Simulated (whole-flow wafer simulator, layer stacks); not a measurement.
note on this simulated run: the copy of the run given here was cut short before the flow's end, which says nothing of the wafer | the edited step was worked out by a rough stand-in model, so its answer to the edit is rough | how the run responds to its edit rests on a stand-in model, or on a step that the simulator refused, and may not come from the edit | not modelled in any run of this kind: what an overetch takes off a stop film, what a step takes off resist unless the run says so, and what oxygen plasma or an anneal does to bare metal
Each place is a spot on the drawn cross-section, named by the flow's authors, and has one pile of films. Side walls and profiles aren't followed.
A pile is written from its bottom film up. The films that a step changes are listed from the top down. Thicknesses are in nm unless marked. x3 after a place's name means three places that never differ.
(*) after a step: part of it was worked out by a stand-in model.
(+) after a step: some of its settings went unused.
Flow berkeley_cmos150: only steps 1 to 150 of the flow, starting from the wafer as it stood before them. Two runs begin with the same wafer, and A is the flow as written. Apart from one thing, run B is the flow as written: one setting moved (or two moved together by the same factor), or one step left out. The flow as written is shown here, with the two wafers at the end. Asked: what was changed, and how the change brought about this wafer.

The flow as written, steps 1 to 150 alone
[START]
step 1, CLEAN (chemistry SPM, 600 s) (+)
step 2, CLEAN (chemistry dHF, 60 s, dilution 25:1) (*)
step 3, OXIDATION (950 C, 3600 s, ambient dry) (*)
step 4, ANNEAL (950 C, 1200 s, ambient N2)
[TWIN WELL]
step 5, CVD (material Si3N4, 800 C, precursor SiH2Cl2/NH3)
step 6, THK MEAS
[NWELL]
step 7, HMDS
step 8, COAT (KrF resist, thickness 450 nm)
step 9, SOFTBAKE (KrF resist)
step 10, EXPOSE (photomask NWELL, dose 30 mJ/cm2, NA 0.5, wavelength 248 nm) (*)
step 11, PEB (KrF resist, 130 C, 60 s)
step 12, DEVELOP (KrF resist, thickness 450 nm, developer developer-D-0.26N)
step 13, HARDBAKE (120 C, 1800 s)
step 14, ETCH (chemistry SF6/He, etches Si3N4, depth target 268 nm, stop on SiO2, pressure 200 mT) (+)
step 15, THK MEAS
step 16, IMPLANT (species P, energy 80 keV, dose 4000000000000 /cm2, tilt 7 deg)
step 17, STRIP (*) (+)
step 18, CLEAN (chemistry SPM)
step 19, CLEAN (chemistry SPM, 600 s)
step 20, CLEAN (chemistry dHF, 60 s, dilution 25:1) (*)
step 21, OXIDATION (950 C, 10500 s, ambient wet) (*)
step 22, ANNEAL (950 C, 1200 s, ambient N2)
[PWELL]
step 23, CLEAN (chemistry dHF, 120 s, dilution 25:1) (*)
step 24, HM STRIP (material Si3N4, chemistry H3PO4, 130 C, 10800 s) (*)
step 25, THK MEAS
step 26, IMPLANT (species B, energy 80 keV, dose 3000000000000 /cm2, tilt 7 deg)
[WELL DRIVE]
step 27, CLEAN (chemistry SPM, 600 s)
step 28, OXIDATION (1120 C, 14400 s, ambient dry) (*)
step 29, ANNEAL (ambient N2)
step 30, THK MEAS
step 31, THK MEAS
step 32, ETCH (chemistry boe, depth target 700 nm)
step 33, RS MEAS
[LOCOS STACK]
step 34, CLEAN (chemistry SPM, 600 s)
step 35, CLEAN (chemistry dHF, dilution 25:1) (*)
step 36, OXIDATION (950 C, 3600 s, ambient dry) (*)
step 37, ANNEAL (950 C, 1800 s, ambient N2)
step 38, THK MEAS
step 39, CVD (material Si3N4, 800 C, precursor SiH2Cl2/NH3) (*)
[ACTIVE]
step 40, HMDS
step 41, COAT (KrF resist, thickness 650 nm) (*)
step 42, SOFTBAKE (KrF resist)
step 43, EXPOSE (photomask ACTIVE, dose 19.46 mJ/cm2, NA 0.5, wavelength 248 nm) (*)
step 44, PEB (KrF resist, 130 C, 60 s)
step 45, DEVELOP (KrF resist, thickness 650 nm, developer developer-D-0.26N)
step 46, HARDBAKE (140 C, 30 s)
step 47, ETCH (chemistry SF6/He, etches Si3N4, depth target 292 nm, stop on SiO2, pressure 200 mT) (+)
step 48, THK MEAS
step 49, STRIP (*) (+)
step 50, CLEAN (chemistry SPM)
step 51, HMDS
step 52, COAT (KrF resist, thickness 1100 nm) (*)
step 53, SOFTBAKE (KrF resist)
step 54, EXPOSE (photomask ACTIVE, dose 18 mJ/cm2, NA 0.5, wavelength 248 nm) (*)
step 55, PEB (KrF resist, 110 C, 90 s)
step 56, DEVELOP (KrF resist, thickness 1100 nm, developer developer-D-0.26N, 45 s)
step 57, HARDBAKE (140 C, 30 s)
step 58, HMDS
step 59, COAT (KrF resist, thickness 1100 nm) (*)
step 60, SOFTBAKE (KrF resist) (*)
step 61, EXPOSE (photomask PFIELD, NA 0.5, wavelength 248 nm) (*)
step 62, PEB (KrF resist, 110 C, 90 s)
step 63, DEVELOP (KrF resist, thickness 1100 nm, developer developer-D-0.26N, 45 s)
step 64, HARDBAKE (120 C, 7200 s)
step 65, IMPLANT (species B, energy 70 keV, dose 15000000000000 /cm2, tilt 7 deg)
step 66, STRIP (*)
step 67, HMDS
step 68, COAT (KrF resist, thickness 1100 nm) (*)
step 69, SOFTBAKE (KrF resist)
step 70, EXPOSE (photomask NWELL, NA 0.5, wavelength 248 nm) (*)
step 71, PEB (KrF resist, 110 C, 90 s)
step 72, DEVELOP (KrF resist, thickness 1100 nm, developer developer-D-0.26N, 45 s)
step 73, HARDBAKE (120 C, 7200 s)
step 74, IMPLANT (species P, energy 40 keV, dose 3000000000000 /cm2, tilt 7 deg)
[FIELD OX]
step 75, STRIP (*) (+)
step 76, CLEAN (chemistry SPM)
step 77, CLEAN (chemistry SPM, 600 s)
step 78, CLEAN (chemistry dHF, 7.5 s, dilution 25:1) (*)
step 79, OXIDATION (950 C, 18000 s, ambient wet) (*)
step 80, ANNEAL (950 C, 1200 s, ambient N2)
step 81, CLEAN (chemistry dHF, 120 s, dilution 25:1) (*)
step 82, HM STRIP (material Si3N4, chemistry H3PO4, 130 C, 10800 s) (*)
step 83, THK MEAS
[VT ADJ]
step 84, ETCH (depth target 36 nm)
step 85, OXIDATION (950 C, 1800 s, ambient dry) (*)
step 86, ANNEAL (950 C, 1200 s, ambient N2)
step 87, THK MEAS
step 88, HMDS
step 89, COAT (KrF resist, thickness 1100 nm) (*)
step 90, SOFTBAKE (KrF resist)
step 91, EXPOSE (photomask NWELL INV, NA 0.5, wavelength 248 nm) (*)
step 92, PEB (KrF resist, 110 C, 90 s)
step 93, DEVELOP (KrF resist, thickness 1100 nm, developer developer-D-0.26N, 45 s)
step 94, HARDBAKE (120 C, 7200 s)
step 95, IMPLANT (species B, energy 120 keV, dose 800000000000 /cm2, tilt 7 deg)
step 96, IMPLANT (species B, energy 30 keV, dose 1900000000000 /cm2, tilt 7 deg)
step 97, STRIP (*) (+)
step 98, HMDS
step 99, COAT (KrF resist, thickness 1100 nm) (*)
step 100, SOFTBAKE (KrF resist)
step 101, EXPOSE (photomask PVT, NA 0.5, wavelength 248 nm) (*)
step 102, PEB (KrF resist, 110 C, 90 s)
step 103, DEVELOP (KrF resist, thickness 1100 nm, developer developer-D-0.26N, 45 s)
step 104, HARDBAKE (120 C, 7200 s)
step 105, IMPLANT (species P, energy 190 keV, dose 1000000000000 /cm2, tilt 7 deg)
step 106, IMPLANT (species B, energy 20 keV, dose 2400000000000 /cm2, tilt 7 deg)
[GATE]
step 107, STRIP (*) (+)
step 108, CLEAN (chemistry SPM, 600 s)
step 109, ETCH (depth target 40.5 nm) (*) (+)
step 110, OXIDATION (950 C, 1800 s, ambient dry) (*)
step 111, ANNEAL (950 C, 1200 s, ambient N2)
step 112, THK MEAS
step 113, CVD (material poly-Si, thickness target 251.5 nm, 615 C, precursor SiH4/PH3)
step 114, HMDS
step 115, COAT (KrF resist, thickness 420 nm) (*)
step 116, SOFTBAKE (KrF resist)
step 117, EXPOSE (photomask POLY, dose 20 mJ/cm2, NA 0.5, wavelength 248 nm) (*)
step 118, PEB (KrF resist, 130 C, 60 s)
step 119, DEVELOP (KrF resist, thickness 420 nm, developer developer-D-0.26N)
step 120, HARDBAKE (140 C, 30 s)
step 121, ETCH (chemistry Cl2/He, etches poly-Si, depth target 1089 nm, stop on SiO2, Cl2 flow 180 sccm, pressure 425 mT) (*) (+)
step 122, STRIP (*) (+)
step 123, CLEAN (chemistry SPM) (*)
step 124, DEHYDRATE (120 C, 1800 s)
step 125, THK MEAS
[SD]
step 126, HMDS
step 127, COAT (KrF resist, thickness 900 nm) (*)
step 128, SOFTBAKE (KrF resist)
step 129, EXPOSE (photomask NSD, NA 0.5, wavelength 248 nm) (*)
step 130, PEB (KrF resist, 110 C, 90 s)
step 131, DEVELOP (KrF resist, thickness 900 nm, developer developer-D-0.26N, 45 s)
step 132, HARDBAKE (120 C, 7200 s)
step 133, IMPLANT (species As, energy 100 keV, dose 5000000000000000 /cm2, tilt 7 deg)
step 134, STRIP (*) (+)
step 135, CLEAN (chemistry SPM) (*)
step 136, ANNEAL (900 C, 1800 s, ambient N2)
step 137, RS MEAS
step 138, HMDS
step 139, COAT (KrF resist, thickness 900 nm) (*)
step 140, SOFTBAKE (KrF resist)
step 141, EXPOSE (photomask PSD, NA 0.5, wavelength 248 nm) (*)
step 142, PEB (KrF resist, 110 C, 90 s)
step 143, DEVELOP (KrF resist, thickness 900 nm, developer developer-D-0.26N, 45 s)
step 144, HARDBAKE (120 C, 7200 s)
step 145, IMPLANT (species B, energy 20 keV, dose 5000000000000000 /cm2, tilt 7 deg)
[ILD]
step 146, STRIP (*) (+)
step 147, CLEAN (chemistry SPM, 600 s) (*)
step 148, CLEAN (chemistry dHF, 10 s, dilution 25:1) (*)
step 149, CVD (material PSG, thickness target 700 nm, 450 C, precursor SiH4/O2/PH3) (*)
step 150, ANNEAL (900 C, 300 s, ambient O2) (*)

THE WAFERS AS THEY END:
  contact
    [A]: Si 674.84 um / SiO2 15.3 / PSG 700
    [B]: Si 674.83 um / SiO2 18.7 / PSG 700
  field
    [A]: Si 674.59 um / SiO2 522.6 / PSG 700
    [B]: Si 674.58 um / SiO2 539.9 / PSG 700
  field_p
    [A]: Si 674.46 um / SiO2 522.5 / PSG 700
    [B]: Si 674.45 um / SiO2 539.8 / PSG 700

What caused this: step 36, OXIDATION: 1045 C was run, while the flow as written has 950 C.

The path from the change to this, step by step:
  step 36, OXIDATION (950 C, 3600 s, ambient dry) (*)
      field, field_p, sd_n, gate_n, sd_p, gate_p, contact, m1: A +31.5 SiO2 (new film), -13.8 Si | B +73.6 SiO2 (new film), -32.4 Si
  step 41, COAT (KrF resist, thickness 650 nm) (*)
      field: A +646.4 KrF resist (new film) | B +616.6 KrF resist (new film)
  step 45, DEVELOP (KrF resist, thickness 650 nm, developer developer-D-0.26N)
      field: A -645.4 KrF resist (all of it) | B -615.7 KrF resist (all of it)
  step 79, OXIDATION (950 C, 18000 s, ambient wet) (*)
      gate_n, gate_p: A +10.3 SiO2 (new film), -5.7 Si3N4 | B +10.3 SiO2 (new film), -5.7 Si3N4, +0.84 SiO2, -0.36 Si
      contact: A +10.3 SiO2 (new film), -5.7 Si3N4 | B +10.3 SiO2 (new film), -5.7 Si3N4, +0.95 SiO2, -0.4 Si
      (as well as at 4 more places)
  step 84, ETCH (depth target 36 nm)
      gate_n, sd_p, gate_p, contact, m1: A -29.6 SiO2 (all of it) | B -36 SiO2
  step 85, OXIDATION (950 C, 1800 s, ambient dry) (*)
      gate_n, gate_p, contact, m1: A +20.4 SiO2 (new film), -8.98 Si | B +11.4 SiO2, -5.01 Si
      sd_p: A +20.4 SiO2 (new film), -8.98 Si | B +11.5 SiO2, -5.06 Si
      (as well as at 1 more place)
  step 89, COAT (KrF resist, thickness 1100 nm) (*)
      sd_n: A +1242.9 KrF resist (new film) | B +1216.6 KrF resist (new film)
  step 93, DEVELOP (KrF resist, thickness 1100 nm, developer developer-D-0.26N, 45 s)
      sd_n: A -1234.3 KrF resist (all of it) | B -1208.2 KrF resist (all of it)
  step 99, COAT (KrF resist, thickness 1100 nm) (*)
      sd_n: A +1242.9 KrF resist (new film) | B +1216.6 KrF resist (new film)
  step 107, STRIP (*) (+)
      sd_n: A -1200.9 KrF resist (all of it) | B -1175.3 KrF resist (all of it)
  step 109, ETCH (depth target 40.5 nm) (*) (+)
      gate_n, sd_p, gate_p, contact, m1: A -20.4 SiO2 (all of it) | B -40.5 SiO2
      sd_n: A -40.4 SiO2 (all of it) | B -40.5 SiO2
  step 110, OXIDATION (950 C, 1800 s, ambient dry) (*)
      gate_n, gate_p, m1: A +20.4 SiO2 (new film), -8.98 Si | B +16.3 SiO2, -7.17 Si
      sd_n: A +20.4 SiO2 (new film), -8.98 Si | B +9.14 SiO2, -4.02 Si
      (as well as at 2 more places)
  step 115, COAT (KrF resist, thickness 420 nm) (*)
      sd_n: A +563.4 KrF resist (new film) | B +523.6 KrF resist (new film)
      gate_n: A +482.5 KrF resist (new film) | B +501.1 KrF resist (new film)
  step 119, DEVELOP (KrF resist, thickness 420 nm, developer developer-D-0.26N)
      sd_n: A -562.5 KrF resist (all of it) | B -522.9 KrF resist (all of it)
  step 120, HARDBAKE (140 C, 30 s)
      gate_n: A -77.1 KrF resist | B -80.3 KrF resist
  step 122, STRIP (*) (+)
      gate_n: A +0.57 chemical SiO2 (new film), -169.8 KrF resist (all of it), -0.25 poly-Si | B +0.57 chemical SiO2 (new film), -185.3 KrF resist (all of it), -0.25 poly-Si
  ... 4 other steps ...
  step 146, STRIP (*) (+)
      sd_n: A -1024.1 KrF resist (all of it) | B -990.6 KrF resist (all of it)
